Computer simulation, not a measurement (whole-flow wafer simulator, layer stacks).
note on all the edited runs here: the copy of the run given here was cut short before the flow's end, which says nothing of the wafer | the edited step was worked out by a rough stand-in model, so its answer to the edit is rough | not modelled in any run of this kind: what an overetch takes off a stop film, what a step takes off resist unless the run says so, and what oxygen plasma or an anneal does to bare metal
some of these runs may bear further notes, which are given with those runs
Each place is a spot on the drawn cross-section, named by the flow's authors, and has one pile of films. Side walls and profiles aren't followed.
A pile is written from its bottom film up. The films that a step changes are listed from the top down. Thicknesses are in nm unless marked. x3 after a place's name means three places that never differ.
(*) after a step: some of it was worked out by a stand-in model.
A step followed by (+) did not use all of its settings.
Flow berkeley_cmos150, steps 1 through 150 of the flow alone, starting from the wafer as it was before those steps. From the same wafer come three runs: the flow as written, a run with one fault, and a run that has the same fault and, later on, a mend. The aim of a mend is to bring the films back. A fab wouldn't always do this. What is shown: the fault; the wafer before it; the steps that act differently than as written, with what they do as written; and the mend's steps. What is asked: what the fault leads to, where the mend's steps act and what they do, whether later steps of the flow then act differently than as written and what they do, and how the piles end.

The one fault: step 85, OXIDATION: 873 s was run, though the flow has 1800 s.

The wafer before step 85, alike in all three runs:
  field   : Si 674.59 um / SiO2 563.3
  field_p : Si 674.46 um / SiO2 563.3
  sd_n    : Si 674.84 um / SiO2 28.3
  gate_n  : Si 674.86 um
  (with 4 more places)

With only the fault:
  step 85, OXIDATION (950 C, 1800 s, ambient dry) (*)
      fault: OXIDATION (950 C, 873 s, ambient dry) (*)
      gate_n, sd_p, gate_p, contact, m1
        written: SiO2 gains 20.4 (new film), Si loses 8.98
        fault: SiO2 gains 13.1 (new film), Si loses 5.78
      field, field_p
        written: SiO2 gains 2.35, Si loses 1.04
        fault: SiO2 gains 1.14, Si loses 0.5
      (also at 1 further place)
  Steps further on in the flow that do not act as written (22 other steps are not shown; they differ only slightly, by no more than 2% or 0.5 nm, whichever is larger):
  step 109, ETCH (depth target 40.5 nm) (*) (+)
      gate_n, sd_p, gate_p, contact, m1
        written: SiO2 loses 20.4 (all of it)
        fault: SiO2 loses 13.1 (all of it)
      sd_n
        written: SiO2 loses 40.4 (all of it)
        fault: SiO2 loses 34.8 (all of it)
  The piles end only slightly different from the flow's at the places that both follow, by no more than 2% or 0.5 nm, whichever is larger.

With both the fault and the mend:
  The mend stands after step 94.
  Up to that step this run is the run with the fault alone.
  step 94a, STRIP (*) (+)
      field_p
        KrF resist loses 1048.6 (all of it)
      sd_p
        KrF resist loses 1275.2 (all of it)
      gate_p
        KrF resist loses 1249.8 (all of it)
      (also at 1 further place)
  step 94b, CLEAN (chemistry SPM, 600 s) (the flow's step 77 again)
      alters no film at any place that is followed
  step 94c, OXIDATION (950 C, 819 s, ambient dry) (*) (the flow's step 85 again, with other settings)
      gate_n, sd_p, gate_p, contact, m1
        SiO2 gains 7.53, Si loses 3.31
      field, field_p
        SiO2 gains 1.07, Si loses 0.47
      sd_n
        SiO2 gains 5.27, Si loses 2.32
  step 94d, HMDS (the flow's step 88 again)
      alters no film at any place that is followed
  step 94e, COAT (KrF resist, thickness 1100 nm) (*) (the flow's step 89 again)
      field
        KrF resist gains 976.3 (new film)
      field_p
        KrF resist gains 1087.8 (new film)
      sd_n
        KrF resist gains 1243.1 (new film)
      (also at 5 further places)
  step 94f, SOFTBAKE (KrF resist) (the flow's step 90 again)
      alters no film at any place that is followed
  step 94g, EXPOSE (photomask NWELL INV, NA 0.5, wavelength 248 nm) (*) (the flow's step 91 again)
      alters no film at any place that is followed
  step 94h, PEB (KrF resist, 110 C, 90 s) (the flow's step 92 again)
      field
        KrF resist loses 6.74
      field_p
        KrF resist loses 7.53
      sd_n
        KrF resist loses 8.63
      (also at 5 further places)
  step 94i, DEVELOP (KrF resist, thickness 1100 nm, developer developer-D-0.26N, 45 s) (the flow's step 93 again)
      field_p, sd_p, gate_p, m1
        KrF resist loses 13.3
      field
        KrF resist loses 969.5 (all of it)
      sd_n
        KrF resist loses 1234.5 (all of it)
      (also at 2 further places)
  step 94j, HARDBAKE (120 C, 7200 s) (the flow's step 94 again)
      field_p
        KrF resist loses 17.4
      sd_p
        KrF resist loses 21.4
      gate_p
        KrF resist loses 20.9
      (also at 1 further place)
  Every later step of the flow that is run acts as written, at every place that is followed, to within 2% or 0.5 nm, whichever is larger.
  The piles end only slightly different from the flow's at the places that both follow, by no more than 2% or 0.5 nm, whichever is larger.
